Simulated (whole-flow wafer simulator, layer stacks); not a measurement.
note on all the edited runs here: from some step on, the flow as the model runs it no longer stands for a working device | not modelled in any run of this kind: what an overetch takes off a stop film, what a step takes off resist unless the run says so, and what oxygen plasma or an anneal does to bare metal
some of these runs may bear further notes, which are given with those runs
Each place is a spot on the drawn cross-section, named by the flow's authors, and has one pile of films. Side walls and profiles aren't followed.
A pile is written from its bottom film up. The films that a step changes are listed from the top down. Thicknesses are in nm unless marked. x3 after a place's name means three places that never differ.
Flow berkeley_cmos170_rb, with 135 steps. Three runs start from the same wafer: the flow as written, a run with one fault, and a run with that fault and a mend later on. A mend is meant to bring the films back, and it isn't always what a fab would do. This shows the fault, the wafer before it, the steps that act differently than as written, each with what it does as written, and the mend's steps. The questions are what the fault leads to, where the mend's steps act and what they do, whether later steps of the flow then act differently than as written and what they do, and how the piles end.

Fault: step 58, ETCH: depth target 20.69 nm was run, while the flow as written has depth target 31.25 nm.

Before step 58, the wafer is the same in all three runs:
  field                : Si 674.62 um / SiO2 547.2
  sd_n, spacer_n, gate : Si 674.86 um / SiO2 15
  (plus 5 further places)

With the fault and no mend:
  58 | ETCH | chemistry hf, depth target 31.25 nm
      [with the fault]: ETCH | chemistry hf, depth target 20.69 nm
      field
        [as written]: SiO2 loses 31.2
        [with the fault]: SiO2 loses 20.7
  Steps later in the flow that act otherwise than as written (not shown: 30 more steps that differ only slightly, by at most 2% or 0.5 nm, whichever is larger):
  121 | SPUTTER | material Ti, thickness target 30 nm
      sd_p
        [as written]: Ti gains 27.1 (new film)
        [with the fault]: Ti gains 25.3 (new film)
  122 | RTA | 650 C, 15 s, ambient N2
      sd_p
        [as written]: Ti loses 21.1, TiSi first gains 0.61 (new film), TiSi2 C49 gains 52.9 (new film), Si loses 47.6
        [with the fault]: Ti loses 19.7, TiSi2 C49 gains 50.2 (new film), Si loses 44.8
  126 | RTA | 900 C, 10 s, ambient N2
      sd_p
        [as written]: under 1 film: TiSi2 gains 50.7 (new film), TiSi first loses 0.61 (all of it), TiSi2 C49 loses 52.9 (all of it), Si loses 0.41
        [with the fault]: under 1 film: TiSi2 gains 47.3 (new film), TiSi2 C49 loses 50.2 (all of it)
  By the end, the piles at sd_p depart from the flow's by more than 2% or 0.5 nm, whichever is larger.
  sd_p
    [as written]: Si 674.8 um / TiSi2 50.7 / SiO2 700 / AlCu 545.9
    [with the fault]: Si 674.81 um / TiSi2 47.3 / SiO2 700 / AlCu 541.4

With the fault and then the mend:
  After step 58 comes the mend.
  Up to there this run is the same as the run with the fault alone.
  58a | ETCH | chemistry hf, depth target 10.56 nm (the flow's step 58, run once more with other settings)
      field
        SiO2 loses 10.6
  Later steps of the flow that are run all act as written at every place that is followed, up to a difference of at most 2% or 0.5 nm, whichever is larger.
  By the end, the piles equal the flow's at every place that both follow.
